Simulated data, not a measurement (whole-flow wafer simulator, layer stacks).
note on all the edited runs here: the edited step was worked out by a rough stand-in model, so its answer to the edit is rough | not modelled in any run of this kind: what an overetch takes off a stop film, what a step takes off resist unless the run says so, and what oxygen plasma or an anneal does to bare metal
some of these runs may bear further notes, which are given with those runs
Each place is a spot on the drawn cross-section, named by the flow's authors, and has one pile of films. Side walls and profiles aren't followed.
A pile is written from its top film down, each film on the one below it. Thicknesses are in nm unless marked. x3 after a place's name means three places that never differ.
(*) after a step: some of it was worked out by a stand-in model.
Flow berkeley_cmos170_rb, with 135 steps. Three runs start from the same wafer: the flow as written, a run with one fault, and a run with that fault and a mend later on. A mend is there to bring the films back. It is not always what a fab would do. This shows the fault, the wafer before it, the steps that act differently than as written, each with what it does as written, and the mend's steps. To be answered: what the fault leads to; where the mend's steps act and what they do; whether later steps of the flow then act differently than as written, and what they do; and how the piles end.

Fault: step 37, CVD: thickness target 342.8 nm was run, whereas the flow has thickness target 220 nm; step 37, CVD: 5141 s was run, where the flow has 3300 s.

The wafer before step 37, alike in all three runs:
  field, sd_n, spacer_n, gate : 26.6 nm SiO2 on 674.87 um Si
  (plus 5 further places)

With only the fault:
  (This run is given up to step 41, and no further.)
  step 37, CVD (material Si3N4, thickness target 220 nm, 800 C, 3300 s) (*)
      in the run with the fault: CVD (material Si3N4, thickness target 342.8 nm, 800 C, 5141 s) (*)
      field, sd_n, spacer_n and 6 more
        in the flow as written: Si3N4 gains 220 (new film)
        in the run with the fault: Si3N4 gains 342.8 (new film)
  Every later step of the flow up to step 41 that is run acts as written at every place that is followed.
  After step 41, at field, sd_n, spacer_n and 6 more, the piles differ from the flow's by more than 2% or 0.5 nm, whichever is larger.
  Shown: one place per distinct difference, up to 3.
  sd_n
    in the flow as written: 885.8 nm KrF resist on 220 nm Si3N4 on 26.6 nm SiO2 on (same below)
    in the run with the fault: 885.8 nm KrF resist on 342.8 nm Si3N4 on 26.6 nm SiO2 on (same below)
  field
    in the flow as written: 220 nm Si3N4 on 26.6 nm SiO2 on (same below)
    in the run with the fault: 342.8 nm Si3N4 on 26.6 nm SiO2 on (same below)

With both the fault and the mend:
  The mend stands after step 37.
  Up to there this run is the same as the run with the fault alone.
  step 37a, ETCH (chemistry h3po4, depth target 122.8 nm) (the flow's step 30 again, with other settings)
      field, sd_n, spacer_n and 6 more
        Si3N4 loses 122.8
  Every later step of the flow that is run acts as written at every place that is followed.
  By the end, the piles equal the flow's at every place that both follow.
